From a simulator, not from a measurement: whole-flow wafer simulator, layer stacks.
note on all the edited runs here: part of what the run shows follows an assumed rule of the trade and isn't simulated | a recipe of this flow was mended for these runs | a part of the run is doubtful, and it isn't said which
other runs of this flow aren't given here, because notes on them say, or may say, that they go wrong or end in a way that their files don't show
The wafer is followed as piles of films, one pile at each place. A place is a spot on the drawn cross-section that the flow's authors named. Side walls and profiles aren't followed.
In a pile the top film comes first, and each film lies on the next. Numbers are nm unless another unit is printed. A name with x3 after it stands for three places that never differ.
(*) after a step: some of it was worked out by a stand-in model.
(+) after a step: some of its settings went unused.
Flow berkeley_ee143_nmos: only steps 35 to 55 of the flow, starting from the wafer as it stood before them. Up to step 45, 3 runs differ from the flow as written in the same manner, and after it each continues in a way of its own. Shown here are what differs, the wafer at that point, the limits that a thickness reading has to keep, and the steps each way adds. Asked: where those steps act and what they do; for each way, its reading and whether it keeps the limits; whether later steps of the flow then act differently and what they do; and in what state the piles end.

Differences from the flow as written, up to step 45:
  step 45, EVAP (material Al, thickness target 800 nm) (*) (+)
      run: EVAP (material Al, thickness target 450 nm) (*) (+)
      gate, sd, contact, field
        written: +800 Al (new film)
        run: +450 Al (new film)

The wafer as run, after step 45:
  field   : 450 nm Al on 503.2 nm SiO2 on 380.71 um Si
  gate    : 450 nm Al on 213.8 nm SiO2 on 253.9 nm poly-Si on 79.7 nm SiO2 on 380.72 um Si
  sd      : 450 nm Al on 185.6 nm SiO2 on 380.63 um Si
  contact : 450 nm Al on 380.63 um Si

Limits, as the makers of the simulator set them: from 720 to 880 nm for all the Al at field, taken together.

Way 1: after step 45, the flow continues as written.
  After step 45, the reading is 450 nm, outside the limits.
  Steps later in the flow that act otherwise than as written (4 other steps are not shown; they differ only slightly, by no more than 2% or 0.5 nm, whichever is larger):
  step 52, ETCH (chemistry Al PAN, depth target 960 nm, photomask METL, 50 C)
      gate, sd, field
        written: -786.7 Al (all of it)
        way: -436.7 Al (all of it)
  The piles end different from the flow's at contact by more than 2% or 0.5 nm, whichever is larger.
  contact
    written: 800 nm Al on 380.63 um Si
    way: 450 nm Al on 380.63 um Si

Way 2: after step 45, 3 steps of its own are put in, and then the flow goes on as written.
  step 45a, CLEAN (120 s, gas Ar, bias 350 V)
      gate, sd, contact, field
        -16 Al
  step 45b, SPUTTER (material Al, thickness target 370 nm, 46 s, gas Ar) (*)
      gate, field
        +370 Al
      sd
        +334.8 Al
      contact
        +346.2 Al
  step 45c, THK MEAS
      alters no film at any place that is followed
  After step 45c, the reading is 804 nm, within the limits.
  Steps later in the flow that act otherwise than as written (2 other steps are not shown; they differ only slightly, by no more than 2% or 0.5 nm, whichever is larger):
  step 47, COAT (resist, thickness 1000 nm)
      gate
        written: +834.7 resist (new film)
        way: +815.8 resist (new film)
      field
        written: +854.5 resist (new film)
        way: +832.3 resist (new film)
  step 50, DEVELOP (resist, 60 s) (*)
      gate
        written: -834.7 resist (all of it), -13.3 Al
        way: -815.8 resist (all of it), -13.3 Al
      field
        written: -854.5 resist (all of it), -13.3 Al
        way: -832.3 resist (all of it), -13.3 Al
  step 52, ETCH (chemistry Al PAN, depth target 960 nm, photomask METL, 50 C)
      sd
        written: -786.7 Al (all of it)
        way: -755.5 Al (all of it)
  The piles end different from the flow's at contact by more than 2% or 0.5 nm, whichever is larger.
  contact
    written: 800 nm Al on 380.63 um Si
    way: 780.2 nm Al on 380.63 um Si

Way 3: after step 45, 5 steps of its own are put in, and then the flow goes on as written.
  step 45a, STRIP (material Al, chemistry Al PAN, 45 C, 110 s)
      gate, sd, contact, field
        -450 Al (all of it)
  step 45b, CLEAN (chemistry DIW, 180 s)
      alters no film at any place that is followed
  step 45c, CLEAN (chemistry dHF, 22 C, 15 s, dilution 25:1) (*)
      gate, sd, field
        -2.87 SiO2
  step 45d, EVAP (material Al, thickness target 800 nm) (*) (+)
      gate, sd, contact, field
        +800 Al (new film)
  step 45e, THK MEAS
      alters no film at any place that is followed
  After step 45e, the reading is 800 nm, within the limits.
  Later steps of the flow that are run all act as written at every place that is followed, up to a difference of at most 2% or 0.5 nm, whichever is larger.
  When the end is reached, the piles differ only a little from the flow's at the places that both follow, at most by 2% or 0.5 nm, whichever is larger.

The limits are kept by: way 2, way 3. They are not kept by: way 1.
